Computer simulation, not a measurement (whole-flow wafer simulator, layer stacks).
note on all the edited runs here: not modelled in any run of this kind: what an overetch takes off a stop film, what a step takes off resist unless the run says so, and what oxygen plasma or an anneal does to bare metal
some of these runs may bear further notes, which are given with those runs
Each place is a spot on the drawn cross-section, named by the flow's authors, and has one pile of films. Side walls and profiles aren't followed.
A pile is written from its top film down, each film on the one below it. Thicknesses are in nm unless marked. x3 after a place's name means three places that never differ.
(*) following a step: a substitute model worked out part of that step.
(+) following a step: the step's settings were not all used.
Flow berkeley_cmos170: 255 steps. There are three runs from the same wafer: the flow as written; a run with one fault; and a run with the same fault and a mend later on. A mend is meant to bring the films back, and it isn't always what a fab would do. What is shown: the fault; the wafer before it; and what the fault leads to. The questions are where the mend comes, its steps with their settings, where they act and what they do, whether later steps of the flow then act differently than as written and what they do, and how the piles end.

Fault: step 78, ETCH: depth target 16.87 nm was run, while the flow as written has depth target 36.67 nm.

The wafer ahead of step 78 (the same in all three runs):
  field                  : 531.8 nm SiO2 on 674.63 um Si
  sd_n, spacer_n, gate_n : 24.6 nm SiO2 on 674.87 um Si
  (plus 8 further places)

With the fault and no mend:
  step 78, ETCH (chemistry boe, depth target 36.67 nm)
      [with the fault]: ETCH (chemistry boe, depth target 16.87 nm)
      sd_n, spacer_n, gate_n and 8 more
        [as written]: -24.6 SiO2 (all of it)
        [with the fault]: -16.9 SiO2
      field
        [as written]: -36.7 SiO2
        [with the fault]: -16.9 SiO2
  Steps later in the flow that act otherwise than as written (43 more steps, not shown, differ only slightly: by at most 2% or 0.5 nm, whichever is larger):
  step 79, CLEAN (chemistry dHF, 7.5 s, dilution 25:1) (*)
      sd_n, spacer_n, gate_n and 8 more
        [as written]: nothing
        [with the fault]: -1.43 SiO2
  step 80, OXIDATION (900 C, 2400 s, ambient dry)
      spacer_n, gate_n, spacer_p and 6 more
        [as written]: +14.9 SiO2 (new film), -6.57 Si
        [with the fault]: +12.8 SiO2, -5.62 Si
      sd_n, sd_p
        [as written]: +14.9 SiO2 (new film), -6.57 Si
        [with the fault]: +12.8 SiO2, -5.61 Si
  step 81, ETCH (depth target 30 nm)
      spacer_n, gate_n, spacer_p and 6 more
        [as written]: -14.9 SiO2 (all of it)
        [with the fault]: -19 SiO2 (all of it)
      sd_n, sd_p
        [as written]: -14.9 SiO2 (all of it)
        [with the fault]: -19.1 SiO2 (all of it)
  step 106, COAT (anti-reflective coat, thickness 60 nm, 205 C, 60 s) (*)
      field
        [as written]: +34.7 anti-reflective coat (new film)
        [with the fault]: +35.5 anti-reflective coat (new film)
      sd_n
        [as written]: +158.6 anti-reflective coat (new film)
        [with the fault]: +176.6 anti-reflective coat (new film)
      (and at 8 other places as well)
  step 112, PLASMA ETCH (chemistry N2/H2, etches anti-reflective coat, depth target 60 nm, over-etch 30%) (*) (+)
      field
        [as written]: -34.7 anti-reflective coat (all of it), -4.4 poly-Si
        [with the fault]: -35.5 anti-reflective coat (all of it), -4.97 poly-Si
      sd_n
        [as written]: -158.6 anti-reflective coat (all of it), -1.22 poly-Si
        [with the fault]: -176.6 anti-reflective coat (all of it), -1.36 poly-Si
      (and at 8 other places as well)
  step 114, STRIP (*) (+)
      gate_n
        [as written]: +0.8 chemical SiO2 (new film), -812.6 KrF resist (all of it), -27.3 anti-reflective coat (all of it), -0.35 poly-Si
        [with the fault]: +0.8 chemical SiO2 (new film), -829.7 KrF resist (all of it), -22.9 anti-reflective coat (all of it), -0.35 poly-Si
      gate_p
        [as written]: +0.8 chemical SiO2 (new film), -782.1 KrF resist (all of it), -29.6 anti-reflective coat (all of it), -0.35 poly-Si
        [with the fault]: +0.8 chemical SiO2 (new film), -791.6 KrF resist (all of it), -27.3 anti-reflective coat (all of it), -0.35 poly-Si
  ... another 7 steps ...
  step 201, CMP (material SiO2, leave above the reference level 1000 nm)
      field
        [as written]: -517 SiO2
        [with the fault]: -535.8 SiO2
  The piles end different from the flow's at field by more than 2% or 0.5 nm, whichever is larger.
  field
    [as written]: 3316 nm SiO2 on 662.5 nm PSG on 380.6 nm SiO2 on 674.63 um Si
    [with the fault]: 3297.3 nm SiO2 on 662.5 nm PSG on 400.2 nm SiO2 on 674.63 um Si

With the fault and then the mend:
  The mend stands after step 78.
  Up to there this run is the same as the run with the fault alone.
  step 78a, ETCH (chemistry boe, depth target 19.8 nm) (the flow's step 78 again, with other settings)
      spacer_n, gate_n, spacer_p and 6 more
        -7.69 SiO2 (all of it)
      sd_n, sd_p
        -7.75 SiO2 (all of it)
      field
        -19.8 SiO2
  None of the later steps of the flow differs from how it acts as written, at any place that is followed, by more than 2% or 0.5 nm, whichever is larger.
  The piles end the same as the flow's at every place that both follow.
